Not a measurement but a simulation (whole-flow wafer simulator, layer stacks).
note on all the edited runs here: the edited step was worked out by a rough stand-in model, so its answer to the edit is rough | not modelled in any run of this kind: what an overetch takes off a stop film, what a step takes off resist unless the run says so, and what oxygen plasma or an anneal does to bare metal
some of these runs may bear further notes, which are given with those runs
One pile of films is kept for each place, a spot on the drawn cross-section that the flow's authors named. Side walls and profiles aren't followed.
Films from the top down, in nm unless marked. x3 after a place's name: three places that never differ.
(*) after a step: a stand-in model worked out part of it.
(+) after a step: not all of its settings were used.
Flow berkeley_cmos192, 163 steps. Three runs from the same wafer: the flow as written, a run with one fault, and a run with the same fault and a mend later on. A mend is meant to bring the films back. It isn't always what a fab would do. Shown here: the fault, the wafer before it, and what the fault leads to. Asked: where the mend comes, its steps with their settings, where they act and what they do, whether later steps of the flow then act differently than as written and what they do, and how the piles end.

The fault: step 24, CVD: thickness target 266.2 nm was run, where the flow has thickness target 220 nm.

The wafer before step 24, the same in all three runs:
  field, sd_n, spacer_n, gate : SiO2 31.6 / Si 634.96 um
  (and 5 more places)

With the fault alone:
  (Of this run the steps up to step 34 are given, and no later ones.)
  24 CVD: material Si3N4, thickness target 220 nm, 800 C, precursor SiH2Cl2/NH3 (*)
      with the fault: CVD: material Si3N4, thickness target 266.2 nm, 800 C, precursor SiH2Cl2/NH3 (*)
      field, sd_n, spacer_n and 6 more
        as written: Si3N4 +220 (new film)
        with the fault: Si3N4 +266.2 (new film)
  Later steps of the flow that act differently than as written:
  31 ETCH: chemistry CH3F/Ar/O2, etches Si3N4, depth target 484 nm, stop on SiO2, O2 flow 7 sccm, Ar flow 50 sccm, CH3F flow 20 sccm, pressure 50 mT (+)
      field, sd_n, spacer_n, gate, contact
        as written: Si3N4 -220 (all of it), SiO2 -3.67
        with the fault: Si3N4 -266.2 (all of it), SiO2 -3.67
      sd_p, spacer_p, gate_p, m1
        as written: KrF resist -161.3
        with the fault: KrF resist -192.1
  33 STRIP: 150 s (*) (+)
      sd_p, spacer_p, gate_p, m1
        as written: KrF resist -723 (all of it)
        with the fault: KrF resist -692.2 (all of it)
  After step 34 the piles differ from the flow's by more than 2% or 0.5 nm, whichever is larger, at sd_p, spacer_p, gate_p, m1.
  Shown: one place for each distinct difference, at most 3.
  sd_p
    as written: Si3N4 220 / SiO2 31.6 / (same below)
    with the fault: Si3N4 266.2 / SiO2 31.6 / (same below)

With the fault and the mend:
  The mend comes after step 24.
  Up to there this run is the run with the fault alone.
  24a ETCH: chemistry h3po4, depth target 306.1 nm
      field, sd_n, spacer_n and 6 more
        Si3N4 -266.2 (all of it)
  24b CLEAN: chemistry SPM (the flow's step 17 once more)
      changes no film at any place that is followed
  24c CVD: material Si3N4, thickness target 220 nm, 800 C, precursor SiH2Cl2/NH3 (*) (the flow's step 24 once more)
      field, sd_n, spacer_n and 6 more
        Si3N4 +220 (new film)
  No later step of the flow acts differently than as written at any place that is followed.
  At the end the piles are the same as the flow's at every place that both follow.
